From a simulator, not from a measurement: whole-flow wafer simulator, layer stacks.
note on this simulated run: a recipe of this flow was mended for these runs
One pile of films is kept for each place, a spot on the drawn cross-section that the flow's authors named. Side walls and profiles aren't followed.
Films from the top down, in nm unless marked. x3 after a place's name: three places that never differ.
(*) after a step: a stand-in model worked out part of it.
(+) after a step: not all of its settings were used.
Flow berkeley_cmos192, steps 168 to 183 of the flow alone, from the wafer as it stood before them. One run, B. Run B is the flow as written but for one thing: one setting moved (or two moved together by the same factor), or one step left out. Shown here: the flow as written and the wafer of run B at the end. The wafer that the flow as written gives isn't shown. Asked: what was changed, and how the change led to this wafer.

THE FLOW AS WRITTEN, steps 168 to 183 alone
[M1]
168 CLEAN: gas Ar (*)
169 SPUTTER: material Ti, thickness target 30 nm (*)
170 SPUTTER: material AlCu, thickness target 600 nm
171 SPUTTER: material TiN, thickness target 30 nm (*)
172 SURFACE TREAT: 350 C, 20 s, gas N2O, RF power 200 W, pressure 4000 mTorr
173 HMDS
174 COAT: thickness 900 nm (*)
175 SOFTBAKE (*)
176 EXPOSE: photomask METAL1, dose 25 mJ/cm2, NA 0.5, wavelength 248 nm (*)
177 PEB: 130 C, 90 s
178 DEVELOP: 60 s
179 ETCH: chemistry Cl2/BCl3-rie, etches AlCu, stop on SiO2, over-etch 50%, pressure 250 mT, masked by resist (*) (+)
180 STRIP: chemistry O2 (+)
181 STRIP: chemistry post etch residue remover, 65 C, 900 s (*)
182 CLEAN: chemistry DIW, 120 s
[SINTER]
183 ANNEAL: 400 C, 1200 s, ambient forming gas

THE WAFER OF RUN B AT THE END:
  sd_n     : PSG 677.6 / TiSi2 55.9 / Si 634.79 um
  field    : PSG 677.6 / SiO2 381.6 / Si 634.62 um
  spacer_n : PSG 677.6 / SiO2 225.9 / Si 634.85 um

The cause: step 179, ETCH: over-etch 20.6% was run, where the flow has over-etch 50%.

How the change led to this, step by step:
  179 ETCH: chemistry Cl2/BCl3-rie, etches AlCu, stop on SiO2, over-etch 50%, pressure 250 mT, masked by resist (*) (+)
      field, sd_n, spacer_n, gate, spacer_p, gate_p: TiN -30 (all of it), AlCu -600 (all of it), Ti -30 (all of it), PSG -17 (as written it would be: TiN -30 (all of it), AlCu -600 (all of it), Ti -30 (all of it), PSG -41.2)
      contact, m1: KrF-resist -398 (as written it would be: KrF-resist -495)
      (and at 1 more place)
  180 STRIP: chemistry O2 (+)
      contact: KrF-resist -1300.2 (all of it) (as written it would be: KrF-resist -1203.2 (all of it))
      m1: KrF-resist -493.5 (all of it) (as written it would be: KrF-resist -396.5 (all of it))
